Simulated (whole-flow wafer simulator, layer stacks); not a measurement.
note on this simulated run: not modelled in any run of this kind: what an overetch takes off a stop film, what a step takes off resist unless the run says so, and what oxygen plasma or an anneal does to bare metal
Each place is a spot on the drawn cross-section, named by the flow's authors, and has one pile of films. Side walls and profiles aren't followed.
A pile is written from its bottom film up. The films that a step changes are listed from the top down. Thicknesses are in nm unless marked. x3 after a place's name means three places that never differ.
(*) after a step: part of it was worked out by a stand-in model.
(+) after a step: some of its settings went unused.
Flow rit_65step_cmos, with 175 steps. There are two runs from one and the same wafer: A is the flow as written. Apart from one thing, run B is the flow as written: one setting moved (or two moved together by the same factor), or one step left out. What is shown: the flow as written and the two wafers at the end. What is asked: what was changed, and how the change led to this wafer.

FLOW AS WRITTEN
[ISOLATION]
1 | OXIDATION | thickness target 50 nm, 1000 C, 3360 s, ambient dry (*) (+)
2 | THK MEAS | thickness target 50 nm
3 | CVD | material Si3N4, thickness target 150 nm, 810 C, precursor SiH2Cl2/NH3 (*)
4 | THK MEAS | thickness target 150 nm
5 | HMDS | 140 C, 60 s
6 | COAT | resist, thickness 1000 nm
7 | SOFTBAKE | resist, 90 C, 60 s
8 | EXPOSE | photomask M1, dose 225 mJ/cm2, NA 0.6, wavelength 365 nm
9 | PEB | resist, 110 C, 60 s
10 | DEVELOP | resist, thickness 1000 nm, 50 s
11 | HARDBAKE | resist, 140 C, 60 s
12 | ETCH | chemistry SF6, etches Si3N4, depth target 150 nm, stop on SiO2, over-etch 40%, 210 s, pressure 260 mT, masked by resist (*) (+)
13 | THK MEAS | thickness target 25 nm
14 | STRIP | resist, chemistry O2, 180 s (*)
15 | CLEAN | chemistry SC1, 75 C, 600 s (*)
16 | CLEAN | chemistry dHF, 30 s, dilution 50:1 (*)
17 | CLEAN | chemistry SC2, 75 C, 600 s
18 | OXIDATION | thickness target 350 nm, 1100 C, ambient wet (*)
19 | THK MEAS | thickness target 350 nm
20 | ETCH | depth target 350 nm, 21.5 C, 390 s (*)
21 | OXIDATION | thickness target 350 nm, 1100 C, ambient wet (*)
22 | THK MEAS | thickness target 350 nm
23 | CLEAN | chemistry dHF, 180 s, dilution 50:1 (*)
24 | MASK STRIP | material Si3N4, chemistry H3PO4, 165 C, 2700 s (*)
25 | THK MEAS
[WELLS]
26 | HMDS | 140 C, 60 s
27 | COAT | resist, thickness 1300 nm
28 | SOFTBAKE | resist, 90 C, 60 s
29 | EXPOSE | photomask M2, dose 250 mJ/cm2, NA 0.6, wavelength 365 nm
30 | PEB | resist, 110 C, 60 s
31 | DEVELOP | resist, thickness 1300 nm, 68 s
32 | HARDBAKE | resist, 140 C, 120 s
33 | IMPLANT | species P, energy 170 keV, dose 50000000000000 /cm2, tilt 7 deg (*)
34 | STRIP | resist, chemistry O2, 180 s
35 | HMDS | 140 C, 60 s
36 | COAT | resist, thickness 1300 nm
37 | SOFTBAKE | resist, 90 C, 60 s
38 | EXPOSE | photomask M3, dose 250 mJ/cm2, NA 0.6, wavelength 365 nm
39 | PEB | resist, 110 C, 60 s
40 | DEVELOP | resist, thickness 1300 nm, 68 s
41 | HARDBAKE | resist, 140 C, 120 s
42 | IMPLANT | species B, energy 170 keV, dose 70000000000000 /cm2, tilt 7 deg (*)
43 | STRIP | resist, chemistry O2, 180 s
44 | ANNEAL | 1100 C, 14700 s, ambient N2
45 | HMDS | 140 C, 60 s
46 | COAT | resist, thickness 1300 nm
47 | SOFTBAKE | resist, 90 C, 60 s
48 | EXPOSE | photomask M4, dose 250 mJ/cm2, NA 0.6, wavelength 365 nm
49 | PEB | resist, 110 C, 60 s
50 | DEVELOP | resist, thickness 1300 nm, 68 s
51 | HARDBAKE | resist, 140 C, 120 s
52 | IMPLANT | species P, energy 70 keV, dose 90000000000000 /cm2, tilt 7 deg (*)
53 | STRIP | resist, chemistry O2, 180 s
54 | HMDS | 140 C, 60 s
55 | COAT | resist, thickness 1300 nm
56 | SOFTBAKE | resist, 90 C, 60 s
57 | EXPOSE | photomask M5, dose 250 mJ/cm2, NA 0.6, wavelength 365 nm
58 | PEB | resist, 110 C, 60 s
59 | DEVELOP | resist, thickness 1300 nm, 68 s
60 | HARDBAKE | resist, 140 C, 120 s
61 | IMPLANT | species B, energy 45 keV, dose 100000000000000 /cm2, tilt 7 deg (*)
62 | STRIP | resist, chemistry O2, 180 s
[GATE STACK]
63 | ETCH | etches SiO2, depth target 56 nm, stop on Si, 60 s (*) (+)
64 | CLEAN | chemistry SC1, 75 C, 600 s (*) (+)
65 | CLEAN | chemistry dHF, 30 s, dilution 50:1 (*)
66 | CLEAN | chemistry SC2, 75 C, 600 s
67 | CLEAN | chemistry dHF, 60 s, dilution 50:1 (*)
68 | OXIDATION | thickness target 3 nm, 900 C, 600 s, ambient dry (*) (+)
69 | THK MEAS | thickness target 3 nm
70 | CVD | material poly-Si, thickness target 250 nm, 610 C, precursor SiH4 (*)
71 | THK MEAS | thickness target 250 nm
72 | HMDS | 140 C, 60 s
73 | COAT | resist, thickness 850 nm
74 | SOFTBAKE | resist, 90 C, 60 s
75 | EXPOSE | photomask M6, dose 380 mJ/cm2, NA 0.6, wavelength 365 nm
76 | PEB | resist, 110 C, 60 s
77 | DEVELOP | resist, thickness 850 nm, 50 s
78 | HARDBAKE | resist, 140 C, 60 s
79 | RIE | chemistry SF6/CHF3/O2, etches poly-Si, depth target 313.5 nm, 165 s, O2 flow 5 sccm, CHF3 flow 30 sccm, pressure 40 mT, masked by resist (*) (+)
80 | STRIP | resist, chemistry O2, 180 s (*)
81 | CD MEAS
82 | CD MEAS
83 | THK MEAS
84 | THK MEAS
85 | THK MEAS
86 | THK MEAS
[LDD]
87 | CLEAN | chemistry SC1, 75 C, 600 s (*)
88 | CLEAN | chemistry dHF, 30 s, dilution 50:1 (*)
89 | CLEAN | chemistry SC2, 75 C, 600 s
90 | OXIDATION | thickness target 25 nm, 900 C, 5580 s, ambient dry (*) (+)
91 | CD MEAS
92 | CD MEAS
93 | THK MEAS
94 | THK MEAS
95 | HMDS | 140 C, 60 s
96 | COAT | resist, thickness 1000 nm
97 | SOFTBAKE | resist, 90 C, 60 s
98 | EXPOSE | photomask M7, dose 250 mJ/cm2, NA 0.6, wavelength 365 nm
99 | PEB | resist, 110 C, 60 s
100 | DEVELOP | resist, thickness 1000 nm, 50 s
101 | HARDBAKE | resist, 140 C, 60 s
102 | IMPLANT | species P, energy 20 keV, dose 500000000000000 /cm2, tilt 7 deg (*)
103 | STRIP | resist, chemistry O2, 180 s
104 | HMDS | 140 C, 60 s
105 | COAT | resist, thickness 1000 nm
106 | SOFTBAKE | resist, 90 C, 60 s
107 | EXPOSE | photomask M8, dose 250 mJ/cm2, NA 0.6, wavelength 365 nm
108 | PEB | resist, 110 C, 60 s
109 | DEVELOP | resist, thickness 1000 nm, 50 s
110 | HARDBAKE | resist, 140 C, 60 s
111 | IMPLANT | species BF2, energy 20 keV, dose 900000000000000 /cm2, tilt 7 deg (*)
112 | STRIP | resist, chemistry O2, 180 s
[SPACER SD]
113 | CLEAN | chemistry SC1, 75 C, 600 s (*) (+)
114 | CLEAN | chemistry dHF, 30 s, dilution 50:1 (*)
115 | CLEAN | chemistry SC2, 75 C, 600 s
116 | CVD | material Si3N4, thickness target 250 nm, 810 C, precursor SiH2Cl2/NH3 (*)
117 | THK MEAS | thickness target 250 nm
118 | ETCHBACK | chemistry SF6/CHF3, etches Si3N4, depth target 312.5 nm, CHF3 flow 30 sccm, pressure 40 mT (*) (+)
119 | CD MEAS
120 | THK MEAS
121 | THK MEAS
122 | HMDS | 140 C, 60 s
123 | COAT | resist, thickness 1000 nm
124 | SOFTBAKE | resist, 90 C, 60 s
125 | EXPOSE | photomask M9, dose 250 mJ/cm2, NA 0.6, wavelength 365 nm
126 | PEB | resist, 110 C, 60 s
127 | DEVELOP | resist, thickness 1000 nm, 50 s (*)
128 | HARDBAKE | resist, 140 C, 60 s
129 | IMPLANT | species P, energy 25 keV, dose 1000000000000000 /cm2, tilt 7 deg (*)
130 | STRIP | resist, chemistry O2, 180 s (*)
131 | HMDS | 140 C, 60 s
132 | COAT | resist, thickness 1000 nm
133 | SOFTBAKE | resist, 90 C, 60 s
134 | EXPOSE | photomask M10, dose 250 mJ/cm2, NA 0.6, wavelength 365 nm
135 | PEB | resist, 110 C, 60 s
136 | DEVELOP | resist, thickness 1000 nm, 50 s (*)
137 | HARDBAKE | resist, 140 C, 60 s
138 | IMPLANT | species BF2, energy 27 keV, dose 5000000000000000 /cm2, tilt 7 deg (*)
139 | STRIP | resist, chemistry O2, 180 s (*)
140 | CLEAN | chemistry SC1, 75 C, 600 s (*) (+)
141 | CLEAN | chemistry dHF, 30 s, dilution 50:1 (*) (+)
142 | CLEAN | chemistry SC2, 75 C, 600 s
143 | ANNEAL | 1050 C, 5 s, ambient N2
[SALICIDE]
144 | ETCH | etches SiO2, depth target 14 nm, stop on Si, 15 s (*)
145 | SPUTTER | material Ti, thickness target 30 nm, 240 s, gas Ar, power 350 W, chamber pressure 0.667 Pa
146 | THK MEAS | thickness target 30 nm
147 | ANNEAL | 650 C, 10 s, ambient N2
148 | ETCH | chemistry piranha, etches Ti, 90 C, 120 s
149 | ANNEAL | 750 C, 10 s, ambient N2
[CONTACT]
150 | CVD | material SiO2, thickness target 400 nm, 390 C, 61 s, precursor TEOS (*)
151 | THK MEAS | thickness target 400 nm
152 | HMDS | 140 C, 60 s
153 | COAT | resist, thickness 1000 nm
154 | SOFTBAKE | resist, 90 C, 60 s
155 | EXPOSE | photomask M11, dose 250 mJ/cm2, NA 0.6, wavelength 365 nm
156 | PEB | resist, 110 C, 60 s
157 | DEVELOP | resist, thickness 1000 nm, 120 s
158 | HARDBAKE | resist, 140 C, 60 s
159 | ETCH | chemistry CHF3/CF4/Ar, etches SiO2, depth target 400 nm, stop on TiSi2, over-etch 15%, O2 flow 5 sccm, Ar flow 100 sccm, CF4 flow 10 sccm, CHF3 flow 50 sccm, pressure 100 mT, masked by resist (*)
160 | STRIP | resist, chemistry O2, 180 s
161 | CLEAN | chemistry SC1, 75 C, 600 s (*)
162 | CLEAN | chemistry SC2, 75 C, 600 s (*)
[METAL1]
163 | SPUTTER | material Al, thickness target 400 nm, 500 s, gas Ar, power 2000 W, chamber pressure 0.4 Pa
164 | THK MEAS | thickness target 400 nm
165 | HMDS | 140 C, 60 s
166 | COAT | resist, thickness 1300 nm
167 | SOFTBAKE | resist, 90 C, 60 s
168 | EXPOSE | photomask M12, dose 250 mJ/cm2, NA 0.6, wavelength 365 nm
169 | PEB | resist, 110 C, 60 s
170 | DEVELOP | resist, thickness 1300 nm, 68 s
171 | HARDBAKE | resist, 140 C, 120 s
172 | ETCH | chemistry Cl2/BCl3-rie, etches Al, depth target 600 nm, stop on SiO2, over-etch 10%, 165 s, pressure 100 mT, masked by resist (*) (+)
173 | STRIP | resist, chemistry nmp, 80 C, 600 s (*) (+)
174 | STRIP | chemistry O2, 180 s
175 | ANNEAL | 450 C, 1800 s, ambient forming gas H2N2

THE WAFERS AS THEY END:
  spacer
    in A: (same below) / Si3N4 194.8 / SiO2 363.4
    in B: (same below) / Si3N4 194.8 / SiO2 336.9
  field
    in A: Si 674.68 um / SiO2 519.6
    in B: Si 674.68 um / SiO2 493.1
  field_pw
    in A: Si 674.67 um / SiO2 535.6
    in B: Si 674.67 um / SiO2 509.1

Cause: step 163, SPUTTER: thickness target 188 nm was run, whereas the flow has thickness target 400 nm; step 163, SPUTTER: 236 s was run, where the flow has 500 s.

Step by step, how the change led to this:
  163 | SPUTTER | material Al, thickness target 400 nm, 500 s, gas Ar, power 2000 W, chamber pressure 0.4 Pa
      field, field_p, spacer, spacer_p: A Al gains 400 (new film) | B Al gains 188 (new film)
      gate_n, gate_p: A Al gains 396 (new film) | B Al gains 188 (new film)
      (also at 2 further places)
  172 | ETCH | chemistry Cl2/BCl3-rie, etches Al, depth target 600 nm, stop on SiO2, over-etch 10%, 165 s, pressure 100 mT, masked by resist (*) (+)
      field, field_p, spacer, spacer_p: A Al loses 400 (all of it), SiO2 loses 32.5 | B Al loses 188 (all of it), SiO2 loses 59
      gate_n, gate_p: A Al loses 396 (all of it), SiO2 loses 33 | B Al loses 188 (all of it), SiO2 loses 59
      (also at 2 further places)
